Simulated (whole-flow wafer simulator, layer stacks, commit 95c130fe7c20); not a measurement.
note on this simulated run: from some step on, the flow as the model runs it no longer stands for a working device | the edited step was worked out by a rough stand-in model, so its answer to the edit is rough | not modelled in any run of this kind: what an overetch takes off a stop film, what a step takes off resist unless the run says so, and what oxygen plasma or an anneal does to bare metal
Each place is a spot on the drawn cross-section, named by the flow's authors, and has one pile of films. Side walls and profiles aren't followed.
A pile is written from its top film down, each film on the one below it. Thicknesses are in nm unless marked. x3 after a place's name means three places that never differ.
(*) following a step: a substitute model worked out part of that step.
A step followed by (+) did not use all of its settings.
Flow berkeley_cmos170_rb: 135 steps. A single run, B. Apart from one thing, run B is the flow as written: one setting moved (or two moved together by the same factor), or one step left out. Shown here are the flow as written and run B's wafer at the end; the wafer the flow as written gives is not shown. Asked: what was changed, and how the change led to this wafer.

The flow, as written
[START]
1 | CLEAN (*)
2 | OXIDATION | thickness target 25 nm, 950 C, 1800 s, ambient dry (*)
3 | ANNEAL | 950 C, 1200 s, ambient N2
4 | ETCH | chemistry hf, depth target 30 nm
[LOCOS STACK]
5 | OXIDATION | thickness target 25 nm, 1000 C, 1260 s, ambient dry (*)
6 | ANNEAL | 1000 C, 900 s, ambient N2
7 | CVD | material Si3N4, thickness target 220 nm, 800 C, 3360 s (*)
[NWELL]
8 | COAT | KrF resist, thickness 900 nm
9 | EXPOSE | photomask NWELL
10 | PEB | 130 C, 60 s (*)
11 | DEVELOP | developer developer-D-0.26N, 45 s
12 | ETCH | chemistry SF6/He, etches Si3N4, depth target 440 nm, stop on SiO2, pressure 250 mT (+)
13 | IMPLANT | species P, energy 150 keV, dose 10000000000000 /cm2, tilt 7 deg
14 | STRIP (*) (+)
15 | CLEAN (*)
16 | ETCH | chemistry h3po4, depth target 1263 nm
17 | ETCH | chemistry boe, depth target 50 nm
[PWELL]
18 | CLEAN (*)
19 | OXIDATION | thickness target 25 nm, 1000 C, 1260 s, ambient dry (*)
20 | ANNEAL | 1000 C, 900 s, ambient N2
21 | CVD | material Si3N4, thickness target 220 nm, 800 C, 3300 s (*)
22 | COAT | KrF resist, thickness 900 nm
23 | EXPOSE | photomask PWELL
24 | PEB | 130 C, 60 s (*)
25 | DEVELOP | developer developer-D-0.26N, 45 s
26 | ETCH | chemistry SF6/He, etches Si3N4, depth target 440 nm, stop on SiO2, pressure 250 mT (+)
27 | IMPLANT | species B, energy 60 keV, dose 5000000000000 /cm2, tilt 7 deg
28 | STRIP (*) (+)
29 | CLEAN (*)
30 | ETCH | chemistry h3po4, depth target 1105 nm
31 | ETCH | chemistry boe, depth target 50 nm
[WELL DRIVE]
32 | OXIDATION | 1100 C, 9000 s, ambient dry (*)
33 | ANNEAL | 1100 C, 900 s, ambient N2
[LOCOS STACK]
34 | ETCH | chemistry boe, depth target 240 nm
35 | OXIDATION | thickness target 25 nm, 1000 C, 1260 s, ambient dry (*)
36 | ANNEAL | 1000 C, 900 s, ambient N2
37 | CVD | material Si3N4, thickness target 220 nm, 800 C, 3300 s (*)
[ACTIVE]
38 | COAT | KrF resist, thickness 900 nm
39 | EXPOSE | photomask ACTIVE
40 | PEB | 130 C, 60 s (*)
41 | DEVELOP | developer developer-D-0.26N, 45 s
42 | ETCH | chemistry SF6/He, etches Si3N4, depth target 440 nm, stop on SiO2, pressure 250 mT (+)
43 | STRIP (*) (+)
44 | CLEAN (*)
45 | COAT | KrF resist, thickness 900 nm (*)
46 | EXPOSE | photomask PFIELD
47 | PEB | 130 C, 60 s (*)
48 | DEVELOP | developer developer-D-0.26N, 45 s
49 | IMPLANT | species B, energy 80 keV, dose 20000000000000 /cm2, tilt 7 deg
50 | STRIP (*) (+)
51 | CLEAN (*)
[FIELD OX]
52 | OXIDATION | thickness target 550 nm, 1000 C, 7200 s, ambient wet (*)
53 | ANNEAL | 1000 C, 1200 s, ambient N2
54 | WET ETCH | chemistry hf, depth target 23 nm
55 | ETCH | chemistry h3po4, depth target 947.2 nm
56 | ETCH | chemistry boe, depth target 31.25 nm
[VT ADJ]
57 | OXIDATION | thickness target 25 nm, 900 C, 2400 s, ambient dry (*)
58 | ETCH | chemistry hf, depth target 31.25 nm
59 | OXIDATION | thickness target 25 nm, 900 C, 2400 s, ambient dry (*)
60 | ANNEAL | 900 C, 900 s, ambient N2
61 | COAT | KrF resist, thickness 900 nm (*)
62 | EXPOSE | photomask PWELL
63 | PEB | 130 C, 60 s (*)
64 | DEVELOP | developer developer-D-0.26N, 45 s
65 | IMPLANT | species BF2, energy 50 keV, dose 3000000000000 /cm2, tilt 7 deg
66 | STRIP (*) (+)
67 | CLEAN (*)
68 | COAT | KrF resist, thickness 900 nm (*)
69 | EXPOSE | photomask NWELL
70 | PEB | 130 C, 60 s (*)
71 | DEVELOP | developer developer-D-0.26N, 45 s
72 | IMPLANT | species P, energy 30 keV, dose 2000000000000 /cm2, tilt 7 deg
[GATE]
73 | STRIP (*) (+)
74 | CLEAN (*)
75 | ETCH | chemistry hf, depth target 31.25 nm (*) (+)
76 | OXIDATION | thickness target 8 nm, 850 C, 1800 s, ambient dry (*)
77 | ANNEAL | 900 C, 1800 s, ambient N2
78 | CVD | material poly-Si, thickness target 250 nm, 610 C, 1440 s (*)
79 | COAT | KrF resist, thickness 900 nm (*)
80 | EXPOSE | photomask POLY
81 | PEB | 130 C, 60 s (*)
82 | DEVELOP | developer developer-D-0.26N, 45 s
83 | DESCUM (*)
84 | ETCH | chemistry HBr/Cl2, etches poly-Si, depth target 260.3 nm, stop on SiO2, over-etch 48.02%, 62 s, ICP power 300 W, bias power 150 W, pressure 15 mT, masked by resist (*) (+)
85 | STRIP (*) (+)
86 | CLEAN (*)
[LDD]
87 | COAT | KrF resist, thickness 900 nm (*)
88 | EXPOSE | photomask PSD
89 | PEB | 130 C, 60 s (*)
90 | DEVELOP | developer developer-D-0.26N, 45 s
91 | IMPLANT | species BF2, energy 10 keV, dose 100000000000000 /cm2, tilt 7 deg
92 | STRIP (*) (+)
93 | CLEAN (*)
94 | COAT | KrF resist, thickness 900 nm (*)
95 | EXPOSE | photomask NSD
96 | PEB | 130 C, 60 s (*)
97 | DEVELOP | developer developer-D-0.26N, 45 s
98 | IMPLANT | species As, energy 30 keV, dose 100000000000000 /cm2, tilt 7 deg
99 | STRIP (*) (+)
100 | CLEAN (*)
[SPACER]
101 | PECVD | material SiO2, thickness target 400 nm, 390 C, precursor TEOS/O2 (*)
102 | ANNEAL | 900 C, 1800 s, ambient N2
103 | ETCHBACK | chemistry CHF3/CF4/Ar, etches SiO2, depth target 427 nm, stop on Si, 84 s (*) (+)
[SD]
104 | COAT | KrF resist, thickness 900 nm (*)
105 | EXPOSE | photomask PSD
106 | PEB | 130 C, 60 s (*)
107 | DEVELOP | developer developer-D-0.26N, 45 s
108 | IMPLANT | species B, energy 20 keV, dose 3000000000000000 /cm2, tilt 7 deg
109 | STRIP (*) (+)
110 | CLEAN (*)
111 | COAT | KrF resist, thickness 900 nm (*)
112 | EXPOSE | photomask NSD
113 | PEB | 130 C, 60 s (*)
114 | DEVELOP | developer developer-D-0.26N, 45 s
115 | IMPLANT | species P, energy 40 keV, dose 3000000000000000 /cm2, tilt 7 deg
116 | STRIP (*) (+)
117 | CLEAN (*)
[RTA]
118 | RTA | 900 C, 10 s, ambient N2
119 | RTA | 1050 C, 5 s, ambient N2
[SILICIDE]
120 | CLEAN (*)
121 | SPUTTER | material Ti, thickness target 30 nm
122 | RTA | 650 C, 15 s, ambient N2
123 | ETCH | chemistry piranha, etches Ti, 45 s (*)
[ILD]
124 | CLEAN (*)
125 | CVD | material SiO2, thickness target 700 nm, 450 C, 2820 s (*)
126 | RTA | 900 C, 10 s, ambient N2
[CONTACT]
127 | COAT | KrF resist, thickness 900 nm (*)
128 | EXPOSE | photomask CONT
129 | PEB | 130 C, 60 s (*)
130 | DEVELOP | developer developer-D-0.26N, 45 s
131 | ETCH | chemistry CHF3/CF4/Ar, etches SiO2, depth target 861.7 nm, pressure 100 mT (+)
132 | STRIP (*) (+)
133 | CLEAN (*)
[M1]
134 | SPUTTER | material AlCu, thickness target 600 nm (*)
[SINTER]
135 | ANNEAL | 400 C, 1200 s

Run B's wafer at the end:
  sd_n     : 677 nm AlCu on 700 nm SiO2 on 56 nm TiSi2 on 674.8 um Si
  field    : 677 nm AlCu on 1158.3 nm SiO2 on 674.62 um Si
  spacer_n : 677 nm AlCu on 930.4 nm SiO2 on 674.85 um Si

What caused this: step 134, SPUTTER: thickness target 677 nm was run, whereas the flow has thickness target 600 nm.
The wafer itself shows it: sd_n has AlCu 677, and step 134 as written asks for 600 nm.

The path from the change to this, step by step:
  134 | SPUTTER | material AlCu, thickness target 600 nm (*)
      field, sd_n, spacer_n, gate, spacer_p, gate_p, m1: AlCu gains 677 (new film) (it would be, as written: AlCu gains 600 (new film))
      sd_p: AlCu gains 619.8 (new film) (it would be, as written: AlCu gains 545.9 (new film))
      (also at 1 further place)
